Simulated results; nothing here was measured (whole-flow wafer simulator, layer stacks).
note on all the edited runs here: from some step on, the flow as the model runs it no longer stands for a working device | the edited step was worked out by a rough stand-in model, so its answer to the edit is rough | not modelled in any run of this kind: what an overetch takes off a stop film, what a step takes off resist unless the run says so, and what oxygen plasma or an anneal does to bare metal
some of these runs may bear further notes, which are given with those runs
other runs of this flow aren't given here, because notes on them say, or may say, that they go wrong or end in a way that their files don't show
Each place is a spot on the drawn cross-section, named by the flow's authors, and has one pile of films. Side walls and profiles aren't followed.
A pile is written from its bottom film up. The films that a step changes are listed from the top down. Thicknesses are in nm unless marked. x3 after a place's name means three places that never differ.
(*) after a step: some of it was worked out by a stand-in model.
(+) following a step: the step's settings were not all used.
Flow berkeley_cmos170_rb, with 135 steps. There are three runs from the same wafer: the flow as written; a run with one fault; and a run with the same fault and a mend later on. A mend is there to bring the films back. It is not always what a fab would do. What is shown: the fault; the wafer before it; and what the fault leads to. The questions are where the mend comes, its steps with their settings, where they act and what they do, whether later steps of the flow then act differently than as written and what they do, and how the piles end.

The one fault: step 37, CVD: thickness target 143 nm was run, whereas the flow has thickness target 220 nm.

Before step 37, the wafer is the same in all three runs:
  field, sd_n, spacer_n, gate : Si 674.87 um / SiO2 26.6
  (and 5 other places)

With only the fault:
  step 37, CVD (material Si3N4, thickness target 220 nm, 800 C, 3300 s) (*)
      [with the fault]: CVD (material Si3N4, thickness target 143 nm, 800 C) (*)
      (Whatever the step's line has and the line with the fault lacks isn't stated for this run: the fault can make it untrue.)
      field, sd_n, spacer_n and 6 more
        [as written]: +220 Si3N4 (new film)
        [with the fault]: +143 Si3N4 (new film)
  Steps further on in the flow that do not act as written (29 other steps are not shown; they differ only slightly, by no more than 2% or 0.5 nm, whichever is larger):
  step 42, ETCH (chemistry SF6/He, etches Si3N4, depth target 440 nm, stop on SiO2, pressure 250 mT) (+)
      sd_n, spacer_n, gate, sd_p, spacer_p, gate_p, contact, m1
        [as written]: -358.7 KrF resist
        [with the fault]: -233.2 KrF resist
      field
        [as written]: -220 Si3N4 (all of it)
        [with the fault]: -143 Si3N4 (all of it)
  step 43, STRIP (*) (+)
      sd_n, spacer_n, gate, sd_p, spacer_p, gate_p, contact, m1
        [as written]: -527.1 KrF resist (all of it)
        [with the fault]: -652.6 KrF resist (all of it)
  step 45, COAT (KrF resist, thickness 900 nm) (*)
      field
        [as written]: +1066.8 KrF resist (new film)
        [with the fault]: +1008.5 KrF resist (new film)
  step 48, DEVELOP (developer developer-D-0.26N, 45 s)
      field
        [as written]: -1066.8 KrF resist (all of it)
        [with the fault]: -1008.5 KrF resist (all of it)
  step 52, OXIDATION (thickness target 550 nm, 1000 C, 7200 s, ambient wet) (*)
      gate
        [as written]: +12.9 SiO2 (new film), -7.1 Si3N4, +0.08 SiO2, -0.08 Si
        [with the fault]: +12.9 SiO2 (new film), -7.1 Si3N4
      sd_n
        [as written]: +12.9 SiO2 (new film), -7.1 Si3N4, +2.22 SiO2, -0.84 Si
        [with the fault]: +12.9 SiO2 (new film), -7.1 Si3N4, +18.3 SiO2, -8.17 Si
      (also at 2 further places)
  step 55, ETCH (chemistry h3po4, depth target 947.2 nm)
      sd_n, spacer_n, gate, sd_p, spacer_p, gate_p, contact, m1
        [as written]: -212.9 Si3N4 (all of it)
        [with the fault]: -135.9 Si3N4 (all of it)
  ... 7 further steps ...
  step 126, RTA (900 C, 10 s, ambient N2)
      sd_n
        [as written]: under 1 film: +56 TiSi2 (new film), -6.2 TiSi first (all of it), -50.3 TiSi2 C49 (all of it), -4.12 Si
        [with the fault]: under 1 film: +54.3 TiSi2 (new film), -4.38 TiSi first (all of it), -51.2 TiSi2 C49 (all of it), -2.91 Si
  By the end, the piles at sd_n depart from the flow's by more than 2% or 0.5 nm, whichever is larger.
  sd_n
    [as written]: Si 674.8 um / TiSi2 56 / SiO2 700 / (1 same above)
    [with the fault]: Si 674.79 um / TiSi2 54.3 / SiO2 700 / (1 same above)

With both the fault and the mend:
  The mend stands after step 37.
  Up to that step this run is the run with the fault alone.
  step 37a, CVD (material Si3N4, thickness target 77 nm, 800 C) (*) (the flow's step 37, run once more with other settings)
      field, sd_n, spacer_n and 6 more
        +77 Si3N4
  Every later step of the flow that is run acts as written at every place that is followed.
  At every place that both follow, the piles at the end match the flow's.
